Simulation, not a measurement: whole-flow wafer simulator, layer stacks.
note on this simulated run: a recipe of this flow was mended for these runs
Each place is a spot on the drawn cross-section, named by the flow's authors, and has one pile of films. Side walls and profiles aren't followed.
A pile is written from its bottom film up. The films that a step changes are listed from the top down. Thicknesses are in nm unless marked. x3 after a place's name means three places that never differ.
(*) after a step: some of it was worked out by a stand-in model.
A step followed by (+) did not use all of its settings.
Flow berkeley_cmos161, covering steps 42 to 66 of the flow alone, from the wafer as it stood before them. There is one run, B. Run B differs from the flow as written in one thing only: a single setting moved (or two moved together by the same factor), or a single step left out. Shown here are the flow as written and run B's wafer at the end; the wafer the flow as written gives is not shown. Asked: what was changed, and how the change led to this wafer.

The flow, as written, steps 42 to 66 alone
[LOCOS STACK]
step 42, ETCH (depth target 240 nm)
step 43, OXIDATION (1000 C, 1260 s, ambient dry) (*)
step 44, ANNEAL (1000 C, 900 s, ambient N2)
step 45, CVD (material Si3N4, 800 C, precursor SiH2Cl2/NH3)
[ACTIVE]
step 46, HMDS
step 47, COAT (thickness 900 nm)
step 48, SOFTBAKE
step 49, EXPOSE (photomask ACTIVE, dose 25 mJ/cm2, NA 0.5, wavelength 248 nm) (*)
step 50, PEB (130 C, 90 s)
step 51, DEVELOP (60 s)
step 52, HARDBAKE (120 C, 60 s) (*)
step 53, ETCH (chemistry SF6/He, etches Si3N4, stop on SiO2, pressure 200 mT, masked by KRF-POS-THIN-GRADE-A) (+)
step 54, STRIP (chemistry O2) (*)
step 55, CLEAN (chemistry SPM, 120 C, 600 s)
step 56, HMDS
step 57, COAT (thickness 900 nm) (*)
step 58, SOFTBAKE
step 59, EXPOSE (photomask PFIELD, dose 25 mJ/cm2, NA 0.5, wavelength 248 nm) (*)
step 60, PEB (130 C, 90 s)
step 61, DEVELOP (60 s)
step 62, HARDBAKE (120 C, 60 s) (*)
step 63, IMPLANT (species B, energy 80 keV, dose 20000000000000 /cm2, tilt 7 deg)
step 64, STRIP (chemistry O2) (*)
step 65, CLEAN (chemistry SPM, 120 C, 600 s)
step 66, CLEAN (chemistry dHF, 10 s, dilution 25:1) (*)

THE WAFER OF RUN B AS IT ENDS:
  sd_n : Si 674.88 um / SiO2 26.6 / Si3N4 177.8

The reason: step 45, CVD: 792 C was run, though the flow has 800 C.

Step by step, how the change led to this:
  step 45, CVD (material Si3N4, 800 C, precursor SiH2Cl2/NH3)
      field, sd_n, spacer_n and 6 more: +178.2 Si3N4 (new film) (as written it would have been: +194.4 Si3N4 (new film))
  step 53, ETCH (chemistry SF6/He, etches Si3N4, stop on SiO2, pressure 200 mT, masked by KRF-POS-THIN-GRADE-A) (+)
      sd_n, spacer_n, gate_n, sd_p, spacer_p, gate_p, contact, m1: -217 KrF-resist (as written it would have been: -234.7 KrF-resist)
      field: -178.2 Si3N4 (all of it), -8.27 SiO2 (as written it would have been: -194.4 Si3N4 (all of it), -8.27 SiO2)
  step 54, STRIP (chemistry O2) (*)
      sd_n, spacer_n, gate_n, sd_p, spacer_p, gate_p, contact, m1: -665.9 KrF-resist (all of it) (as written it would have been: -648.2 KrF-resist (all of it))
